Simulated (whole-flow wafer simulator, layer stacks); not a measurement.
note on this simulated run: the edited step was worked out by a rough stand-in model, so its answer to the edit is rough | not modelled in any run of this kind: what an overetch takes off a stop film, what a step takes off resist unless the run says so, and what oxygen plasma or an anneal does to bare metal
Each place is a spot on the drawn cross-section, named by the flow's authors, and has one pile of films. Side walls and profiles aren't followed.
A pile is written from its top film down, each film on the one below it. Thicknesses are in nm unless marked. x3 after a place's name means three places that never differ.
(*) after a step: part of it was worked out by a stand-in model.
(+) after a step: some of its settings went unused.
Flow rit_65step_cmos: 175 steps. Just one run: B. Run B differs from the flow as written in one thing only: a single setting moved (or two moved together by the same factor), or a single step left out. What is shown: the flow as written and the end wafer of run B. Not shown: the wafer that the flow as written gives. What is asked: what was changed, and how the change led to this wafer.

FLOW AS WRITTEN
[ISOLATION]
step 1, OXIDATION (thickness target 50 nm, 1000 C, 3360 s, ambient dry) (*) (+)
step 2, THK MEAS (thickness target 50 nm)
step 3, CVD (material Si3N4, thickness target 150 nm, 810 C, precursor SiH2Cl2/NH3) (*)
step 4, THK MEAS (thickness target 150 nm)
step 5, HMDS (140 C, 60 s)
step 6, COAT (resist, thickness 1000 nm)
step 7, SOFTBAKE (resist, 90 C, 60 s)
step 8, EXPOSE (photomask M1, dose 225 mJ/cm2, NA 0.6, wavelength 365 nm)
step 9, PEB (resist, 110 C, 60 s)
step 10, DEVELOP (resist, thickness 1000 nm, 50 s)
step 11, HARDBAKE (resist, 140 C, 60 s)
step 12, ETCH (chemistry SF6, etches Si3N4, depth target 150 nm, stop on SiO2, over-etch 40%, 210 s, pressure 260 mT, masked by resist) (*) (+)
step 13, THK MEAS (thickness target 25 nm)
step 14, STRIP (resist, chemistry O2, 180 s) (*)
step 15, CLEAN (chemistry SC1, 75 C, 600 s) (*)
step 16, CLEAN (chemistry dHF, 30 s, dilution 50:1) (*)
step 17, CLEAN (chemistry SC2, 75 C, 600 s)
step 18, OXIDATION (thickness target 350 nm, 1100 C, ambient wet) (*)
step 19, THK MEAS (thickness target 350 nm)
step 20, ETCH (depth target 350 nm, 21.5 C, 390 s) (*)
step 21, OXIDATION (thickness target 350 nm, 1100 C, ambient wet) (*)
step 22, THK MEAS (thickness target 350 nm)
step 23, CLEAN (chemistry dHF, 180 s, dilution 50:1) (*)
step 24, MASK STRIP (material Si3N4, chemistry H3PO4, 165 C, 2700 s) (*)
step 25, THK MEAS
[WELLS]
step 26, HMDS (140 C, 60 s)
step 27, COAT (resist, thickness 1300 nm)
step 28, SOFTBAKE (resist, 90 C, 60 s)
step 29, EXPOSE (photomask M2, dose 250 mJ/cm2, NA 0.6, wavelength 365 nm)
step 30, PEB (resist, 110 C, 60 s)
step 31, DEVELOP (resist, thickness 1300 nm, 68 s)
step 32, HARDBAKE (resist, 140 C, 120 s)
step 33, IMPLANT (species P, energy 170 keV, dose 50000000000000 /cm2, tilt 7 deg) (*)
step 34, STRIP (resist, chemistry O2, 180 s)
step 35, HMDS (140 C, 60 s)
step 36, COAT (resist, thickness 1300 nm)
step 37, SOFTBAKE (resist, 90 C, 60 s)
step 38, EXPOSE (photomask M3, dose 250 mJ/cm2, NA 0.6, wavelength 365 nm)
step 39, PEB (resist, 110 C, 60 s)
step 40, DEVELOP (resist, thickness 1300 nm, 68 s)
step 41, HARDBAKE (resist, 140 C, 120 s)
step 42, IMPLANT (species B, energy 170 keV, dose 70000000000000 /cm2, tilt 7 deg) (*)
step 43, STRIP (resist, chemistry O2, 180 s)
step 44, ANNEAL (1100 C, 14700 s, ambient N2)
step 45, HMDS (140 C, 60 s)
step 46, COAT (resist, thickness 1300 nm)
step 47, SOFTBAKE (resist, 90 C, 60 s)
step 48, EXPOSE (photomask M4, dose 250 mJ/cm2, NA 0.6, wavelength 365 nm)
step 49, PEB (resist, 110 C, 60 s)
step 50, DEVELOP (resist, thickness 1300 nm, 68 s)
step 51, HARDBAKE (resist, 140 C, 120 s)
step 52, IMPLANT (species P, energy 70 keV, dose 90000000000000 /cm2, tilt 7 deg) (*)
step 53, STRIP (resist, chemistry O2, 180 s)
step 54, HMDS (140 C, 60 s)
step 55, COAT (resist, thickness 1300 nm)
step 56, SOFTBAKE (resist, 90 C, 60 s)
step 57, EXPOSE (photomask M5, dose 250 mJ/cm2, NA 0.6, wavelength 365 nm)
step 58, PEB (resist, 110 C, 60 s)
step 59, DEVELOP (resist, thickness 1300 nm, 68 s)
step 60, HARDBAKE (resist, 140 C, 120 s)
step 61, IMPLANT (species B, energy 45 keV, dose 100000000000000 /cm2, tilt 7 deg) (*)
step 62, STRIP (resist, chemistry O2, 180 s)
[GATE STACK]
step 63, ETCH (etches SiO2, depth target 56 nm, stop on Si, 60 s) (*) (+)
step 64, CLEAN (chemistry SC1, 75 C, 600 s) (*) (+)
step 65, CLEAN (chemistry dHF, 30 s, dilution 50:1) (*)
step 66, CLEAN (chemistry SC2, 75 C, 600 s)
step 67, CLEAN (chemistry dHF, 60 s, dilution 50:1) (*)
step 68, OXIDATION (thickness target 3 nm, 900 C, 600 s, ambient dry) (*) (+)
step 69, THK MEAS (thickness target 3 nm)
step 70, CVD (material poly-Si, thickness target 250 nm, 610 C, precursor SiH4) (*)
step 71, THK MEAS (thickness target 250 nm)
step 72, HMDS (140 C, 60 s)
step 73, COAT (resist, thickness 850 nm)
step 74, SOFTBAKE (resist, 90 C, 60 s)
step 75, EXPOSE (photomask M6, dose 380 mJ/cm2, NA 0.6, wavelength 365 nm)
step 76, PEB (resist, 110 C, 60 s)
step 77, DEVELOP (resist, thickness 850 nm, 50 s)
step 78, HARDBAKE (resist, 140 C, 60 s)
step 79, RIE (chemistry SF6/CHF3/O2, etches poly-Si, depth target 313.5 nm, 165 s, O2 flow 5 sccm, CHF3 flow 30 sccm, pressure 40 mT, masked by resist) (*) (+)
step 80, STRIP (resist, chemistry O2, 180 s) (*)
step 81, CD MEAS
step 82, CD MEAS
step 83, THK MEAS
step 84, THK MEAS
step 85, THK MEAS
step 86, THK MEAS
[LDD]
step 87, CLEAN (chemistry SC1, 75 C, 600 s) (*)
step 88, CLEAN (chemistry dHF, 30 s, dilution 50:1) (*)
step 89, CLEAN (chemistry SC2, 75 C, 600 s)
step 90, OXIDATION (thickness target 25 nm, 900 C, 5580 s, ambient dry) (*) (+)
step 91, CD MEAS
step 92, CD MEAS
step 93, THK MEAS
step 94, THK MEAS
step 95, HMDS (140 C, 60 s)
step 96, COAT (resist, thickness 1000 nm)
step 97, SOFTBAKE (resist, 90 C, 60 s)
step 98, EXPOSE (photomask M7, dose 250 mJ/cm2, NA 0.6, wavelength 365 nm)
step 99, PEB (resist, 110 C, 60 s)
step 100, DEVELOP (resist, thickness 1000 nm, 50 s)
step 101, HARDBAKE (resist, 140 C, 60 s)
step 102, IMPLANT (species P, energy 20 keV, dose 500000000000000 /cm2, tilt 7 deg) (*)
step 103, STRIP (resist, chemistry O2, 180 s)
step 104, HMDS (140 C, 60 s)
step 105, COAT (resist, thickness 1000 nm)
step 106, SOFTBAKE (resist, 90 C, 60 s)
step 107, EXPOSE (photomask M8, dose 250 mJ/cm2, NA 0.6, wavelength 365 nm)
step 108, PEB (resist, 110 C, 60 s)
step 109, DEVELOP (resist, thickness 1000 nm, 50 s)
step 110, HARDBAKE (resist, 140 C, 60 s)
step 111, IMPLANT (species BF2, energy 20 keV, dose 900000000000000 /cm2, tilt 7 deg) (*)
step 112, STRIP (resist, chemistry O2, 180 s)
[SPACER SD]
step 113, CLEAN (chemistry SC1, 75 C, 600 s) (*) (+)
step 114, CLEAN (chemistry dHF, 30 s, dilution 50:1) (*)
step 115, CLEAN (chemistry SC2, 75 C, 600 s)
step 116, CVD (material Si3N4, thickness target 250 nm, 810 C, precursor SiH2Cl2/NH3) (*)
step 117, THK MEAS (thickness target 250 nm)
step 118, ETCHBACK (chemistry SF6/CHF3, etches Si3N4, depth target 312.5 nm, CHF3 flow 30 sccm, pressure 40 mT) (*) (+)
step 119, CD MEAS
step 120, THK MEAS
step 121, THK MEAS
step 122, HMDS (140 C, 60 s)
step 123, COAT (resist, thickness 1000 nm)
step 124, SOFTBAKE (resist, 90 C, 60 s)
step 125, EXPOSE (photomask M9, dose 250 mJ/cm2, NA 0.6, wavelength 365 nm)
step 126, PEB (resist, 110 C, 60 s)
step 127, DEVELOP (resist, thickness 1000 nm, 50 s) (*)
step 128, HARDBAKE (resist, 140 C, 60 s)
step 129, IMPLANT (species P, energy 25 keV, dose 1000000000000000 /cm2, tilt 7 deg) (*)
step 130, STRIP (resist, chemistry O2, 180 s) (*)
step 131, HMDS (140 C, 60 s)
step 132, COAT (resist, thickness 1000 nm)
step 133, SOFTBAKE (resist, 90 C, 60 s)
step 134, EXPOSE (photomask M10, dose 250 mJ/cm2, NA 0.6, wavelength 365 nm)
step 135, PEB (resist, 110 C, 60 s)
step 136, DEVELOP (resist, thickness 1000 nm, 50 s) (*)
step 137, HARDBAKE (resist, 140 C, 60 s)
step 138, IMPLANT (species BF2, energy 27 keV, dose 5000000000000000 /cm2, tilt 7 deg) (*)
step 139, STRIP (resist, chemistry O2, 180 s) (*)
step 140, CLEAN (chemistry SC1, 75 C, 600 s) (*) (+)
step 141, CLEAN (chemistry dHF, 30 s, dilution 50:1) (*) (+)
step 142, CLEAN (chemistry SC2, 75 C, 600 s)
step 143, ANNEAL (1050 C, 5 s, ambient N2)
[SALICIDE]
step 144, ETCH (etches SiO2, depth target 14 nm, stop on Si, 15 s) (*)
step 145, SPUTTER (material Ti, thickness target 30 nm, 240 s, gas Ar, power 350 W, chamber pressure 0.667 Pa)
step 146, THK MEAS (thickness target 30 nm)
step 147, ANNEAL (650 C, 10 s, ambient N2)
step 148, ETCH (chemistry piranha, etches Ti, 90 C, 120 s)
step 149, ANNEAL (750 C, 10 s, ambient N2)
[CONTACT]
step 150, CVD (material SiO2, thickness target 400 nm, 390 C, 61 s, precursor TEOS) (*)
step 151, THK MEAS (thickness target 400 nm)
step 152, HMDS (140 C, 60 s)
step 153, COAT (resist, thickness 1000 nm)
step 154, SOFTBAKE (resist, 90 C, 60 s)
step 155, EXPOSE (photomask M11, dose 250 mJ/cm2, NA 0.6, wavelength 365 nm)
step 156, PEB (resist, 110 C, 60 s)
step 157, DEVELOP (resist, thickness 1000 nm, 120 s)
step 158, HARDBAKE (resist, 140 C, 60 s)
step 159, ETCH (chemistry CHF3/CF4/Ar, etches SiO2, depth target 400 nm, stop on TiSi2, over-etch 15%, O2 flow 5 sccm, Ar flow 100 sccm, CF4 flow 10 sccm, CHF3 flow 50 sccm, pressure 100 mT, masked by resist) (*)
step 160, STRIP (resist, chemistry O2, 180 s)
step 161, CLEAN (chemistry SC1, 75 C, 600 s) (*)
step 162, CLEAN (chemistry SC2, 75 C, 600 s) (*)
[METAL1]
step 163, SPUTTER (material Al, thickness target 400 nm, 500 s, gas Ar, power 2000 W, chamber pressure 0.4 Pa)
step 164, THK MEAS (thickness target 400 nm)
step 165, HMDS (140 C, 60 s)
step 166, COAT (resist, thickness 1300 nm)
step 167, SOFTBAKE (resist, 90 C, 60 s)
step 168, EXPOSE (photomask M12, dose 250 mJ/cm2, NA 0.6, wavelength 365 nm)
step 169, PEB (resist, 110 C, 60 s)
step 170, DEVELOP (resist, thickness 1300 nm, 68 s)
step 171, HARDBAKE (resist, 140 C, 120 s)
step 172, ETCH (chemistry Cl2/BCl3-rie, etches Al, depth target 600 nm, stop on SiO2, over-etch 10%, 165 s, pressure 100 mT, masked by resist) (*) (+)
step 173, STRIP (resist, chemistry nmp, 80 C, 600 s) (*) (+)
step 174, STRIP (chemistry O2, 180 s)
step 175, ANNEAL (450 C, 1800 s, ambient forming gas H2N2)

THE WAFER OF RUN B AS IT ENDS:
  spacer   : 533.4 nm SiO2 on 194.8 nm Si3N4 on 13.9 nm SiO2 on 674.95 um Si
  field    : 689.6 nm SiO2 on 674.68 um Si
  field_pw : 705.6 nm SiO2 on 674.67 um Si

The reason: step 150, CVD: thickness target 570 nm was run, though the flow has thickness target 400 nm; step 150, CVD: 87 s was run, where the flow has 61 s.

Step by step, how the change led to this:
  step 150, CVD (material SiO2, thickness target 400 nm, 390 C, 61 s, precursor TEOS) (*)
      field, field_pw, field_nw, field_p: +570 SiO2 (as written it would have been: +400 SiO2)
      spacer, spacer_p: +570 SiO2 (new film) (as written it would have been: +400 SiO2 (new film))
      (as well as at 2 more places)
